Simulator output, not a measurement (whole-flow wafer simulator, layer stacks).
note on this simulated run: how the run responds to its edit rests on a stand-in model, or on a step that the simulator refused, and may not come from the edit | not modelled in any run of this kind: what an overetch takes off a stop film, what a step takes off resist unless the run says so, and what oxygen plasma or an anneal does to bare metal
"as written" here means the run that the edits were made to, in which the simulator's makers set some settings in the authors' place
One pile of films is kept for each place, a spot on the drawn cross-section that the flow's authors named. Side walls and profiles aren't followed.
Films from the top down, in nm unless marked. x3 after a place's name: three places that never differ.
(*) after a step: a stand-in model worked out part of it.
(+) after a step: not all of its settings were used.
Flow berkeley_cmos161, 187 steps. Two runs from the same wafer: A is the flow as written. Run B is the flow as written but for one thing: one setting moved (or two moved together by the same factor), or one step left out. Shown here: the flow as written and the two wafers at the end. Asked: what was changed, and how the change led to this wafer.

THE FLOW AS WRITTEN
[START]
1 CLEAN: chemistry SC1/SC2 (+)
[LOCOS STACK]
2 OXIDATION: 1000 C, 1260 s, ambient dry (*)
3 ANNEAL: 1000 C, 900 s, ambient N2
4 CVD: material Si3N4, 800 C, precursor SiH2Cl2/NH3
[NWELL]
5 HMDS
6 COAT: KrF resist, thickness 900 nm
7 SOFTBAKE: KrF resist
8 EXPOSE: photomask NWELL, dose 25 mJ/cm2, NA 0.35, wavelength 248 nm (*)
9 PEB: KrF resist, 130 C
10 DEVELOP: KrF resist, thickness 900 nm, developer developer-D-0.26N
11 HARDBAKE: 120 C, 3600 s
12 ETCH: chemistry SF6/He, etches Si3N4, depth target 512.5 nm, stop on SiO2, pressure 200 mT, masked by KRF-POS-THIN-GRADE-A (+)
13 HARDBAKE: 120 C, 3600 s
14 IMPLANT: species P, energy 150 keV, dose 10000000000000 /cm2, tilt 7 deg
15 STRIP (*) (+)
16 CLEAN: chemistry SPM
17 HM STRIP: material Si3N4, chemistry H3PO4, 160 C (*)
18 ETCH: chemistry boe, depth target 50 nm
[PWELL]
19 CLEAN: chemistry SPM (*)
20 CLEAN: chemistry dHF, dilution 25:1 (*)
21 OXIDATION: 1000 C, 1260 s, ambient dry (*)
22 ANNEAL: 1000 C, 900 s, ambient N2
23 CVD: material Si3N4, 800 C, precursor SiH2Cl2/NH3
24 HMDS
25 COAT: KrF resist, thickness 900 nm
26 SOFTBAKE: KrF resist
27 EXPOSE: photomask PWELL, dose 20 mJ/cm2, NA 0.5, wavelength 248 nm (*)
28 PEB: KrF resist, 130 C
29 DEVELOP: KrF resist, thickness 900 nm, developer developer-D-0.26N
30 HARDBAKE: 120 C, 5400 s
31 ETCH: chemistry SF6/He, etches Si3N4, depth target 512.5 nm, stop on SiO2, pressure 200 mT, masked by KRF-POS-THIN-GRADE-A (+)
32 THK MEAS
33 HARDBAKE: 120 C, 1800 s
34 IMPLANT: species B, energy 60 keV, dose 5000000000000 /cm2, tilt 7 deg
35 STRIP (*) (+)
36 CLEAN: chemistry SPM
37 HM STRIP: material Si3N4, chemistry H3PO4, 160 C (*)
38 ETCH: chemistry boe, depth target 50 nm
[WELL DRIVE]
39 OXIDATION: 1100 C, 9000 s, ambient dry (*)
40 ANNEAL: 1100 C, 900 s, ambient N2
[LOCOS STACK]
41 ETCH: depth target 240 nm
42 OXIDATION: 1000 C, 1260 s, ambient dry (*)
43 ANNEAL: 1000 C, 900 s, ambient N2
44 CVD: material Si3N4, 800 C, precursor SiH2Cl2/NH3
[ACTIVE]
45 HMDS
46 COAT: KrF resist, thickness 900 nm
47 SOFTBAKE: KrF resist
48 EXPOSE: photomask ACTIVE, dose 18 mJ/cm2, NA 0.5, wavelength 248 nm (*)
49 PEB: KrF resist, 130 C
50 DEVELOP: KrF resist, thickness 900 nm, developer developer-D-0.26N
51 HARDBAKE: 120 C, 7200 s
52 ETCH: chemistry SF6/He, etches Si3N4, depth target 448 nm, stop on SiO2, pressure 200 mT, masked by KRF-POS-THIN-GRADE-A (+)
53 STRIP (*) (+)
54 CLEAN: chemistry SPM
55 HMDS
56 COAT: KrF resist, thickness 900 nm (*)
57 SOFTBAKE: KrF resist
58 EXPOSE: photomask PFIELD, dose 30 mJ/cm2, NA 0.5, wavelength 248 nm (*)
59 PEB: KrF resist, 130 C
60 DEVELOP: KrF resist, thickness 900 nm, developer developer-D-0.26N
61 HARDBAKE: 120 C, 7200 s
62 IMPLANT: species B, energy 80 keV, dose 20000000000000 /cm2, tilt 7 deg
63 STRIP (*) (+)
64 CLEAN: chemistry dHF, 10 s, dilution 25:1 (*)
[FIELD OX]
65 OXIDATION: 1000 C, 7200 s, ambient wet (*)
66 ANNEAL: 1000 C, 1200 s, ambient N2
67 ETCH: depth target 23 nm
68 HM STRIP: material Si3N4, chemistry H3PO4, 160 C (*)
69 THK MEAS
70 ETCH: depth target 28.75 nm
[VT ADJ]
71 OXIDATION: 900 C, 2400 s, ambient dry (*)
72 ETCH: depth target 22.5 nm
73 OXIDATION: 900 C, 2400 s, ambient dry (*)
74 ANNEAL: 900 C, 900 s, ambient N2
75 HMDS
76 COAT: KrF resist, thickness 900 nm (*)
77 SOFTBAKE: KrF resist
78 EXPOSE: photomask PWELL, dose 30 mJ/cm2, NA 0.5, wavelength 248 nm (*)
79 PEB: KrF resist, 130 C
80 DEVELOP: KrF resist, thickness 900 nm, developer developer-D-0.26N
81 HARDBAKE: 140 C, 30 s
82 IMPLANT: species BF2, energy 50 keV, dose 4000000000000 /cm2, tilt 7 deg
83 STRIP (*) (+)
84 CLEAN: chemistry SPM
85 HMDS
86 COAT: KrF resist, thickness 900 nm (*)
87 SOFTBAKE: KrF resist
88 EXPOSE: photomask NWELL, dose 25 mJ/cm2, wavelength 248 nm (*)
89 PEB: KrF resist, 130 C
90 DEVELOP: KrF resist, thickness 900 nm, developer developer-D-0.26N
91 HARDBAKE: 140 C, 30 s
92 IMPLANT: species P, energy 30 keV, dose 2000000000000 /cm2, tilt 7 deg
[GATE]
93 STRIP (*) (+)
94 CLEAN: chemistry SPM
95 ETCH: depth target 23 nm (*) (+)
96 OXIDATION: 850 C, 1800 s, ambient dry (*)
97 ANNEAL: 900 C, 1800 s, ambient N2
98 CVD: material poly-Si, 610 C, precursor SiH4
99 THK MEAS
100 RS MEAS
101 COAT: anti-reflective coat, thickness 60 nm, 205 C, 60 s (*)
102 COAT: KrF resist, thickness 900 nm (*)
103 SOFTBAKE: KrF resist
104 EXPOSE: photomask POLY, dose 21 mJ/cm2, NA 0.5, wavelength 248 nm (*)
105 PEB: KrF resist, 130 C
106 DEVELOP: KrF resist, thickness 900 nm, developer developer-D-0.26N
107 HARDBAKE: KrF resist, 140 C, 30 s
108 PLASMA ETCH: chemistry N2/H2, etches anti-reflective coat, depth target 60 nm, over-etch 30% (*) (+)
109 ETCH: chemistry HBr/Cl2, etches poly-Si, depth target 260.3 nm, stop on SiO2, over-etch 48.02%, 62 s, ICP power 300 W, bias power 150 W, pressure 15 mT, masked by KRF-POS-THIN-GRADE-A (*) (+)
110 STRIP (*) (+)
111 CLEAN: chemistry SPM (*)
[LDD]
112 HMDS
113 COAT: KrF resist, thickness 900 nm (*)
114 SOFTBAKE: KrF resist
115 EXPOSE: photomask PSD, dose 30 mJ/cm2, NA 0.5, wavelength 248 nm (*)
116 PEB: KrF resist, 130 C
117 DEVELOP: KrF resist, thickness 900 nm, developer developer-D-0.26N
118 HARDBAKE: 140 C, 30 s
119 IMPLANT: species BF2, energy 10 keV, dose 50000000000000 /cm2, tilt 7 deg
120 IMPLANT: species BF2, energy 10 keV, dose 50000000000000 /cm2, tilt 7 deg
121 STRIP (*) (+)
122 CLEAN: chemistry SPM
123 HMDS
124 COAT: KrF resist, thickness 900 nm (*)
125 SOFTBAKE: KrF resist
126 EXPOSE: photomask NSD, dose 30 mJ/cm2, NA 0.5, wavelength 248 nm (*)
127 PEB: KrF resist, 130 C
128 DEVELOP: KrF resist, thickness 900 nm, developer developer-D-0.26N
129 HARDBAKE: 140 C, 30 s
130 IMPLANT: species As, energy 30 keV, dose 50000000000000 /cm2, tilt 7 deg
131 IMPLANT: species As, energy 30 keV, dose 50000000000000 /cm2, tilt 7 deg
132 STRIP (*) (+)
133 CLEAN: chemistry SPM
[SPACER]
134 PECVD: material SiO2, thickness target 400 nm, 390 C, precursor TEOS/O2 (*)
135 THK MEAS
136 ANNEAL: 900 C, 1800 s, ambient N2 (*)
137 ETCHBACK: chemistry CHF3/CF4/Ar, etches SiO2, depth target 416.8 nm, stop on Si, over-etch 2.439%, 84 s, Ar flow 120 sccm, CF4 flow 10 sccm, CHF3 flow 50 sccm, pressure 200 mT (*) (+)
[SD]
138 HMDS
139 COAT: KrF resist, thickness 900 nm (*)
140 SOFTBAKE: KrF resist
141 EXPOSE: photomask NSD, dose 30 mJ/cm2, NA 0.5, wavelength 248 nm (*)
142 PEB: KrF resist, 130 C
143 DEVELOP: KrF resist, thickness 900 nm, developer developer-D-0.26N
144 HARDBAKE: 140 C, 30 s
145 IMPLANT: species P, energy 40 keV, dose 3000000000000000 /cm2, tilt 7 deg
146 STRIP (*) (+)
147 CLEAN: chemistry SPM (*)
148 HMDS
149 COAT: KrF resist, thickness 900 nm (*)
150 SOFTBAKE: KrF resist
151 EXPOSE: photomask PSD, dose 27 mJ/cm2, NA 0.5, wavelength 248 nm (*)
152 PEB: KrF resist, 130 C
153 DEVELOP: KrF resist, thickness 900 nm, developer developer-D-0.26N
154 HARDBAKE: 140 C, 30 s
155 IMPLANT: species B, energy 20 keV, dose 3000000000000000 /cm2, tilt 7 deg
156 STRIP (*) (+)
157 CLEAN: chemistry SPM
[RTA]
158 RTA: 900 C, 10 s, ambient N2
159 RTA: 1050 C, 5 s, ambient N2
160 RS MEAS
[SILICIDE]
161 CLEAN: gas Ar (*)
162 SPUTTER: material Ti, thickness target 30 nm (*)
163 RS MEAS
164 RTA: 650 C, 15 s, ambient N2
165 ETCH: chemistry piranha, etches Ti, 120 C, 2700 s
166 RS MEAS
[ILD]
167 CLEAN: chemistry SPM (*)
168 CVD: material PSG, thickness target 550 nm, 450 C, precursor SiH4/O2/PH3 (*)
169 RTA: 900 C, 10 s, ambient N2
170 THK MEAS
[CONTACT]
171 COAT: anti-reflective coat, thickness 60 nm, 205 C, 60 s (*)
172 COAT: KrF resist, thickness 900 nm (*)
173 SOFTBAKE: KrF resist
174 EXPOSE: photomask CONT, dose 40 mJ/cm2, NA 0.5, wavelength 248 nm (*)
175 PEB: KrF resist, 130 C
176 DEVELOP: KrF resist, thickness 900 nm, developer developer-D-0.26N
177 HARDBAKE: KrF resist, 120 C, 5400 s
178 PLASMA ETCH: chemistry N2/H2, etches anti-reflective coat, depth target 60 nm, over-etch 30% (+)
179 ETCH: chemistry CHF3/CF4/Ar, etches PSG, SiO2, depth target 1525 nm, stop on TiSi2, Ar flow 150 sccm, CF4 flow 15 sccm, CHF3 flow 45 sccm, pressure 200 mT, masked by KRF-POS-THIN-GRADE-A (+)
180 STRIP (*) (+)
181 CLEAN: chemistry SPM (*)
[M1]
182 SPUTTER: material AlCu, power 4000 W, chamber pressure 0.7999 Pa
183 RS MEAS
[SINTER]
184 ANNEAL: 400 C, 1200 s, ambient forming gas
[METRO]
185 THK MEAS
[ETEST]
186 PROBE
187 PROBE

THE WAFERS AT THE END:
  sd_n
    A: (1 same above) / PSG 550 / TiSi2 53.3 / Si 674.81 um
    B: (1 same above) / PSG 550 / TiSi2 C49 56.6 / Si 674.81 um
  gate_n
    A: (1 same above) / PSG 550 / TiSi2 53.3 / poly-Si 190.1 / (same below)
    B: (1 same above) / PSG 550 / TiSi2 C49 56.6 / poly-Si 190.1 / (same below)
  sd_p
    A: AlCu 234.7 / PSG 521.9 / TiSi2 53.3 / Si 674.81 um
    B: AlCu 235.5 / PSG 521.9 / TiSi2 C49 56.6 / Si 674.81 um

The cause: step 169, RTA: 720 C was run, where the flow has 900 C.

How the change led to this, step by step:
  169 RTA: 900 C, 10 s, ambient N2
      sd_n, sd_p, contact, m1: A under 1 film: TiSi2 +53.3 (new film), TiSi first -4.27 (all of it), TiSi2 C49 -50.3 (all of it), Si -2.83 | B under 1 film: TiSi first -4.27 (all of it), TiSi2 C49 +6.35, Si -2.83
      gate_n, gate_p: A under 1 film: TiSi2 +53.3 (new film), TiSi first -4.27 (all of it), TiSi2 C49 -50.3 (all of it), poly-Si -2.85 | B under 1 film: TiSi first -4.27 (all of it), TiSi2 C49 +6.35, poly-Si -2.85
  171 COAT: anti-reflective coat, thickness 60 nm, 205 C, 60 s (*)
      gate_n: A anti-reflective coat +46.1 (new film) | B anti-reflective coat +45 (new film)
      spacer_p: A anti-reflective coat +40.7 (new film) | B anti-reflective coat +41.8 (new film)
      (and at 1 more place)
  179 ETCH: chemistry CHF3/CF4/Ar, etches PSG, SiO2, depth target 1525 nm, stop on TiSi2, Ar flow 150 sccm, CF4 flow 15 sccm, CHF3 flow 45 sccm, pressure 200 mT, masked by KRF-POS-THIN-GRADE-A (+)
      contact: A PSG -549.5 (all of it), TiSi2 -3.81 | B PSG -549.5 (all of it)
  180 STRIP (*) (+)
      gate_n: A KrF resist -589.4 (all of it), anti-reflective coat -46.1 (all of it) | B KrF resist -587.9 (all of it), anti-reflective coat -45 (all of it)
      spacer_p: A KrF resist -605.1 (all of it), anti-reflective coat -40.7 (all of it) | B KrF resist -605.5 (all of it), anti-reflective coat -41.8 (all of it)
      (and at 1 more place)
